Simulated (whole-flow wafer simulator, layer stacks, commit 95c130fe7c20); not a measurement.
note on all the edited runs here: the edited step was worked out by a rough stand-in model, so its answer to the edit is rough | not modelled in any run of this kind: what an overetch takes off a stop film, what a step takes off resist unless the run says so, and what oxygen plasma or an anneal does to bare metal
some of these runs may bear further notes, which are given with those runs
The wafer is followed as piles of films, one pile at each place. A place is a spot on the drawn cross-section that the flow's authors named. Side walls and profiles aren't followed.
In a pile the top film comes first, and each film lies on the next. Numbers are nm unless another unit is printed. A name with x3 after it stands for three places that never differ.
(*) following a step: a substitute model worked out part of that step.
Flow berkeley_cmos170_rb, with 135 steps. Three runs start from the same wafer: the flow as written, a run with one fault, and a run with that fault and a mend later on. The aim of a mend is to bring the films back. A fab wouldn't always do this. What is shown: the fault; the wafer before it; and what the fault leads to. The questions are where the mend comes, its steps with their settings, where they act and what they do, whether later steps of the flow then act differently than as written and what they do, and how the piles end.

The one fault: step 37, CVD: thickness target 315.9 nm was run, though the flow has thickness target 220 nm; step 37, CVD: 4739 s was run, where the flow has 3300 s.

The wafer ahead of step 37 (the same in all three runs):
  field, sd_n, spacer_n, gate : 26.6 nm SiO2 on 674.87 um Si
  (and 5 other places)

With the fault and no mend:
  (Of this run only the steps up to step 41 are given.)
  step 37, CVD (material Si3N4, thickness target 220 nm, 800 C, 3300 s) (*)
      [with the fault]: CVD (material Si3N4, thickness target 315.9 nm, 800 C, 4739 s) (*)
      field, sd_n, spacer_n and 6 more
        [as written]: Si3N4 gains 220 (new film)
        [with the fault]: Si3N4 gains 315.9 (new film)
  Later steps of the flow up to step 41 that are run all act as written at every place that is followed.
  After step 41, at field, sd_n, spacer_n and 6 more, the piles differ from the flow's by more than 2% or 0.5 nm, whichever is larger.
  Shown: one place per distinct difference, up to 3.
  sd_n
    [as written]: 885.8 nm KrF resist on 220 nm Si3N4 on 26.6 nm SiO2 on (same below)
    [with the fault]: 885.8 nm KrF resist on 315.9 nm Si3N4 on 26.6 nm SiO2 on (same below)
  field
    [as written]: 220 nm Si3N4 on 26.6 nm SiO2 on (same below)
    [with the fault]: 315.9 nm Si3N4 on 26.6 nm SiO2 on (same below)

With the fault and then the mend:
  The mend follows step 37.
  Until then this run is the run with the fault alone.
  step 37a, ETCH (chemistry h3po4, depth target 95.9 nm) (a further turn of the flow's step 30, with different settings)
      field, sd_n, spacer_n and 6 more
        Si3N4 loses 95.9
  Later steps of the flow that are run all act as written at every place that is followed.
  By the end, the piles equal the flow's at every place that both follow.
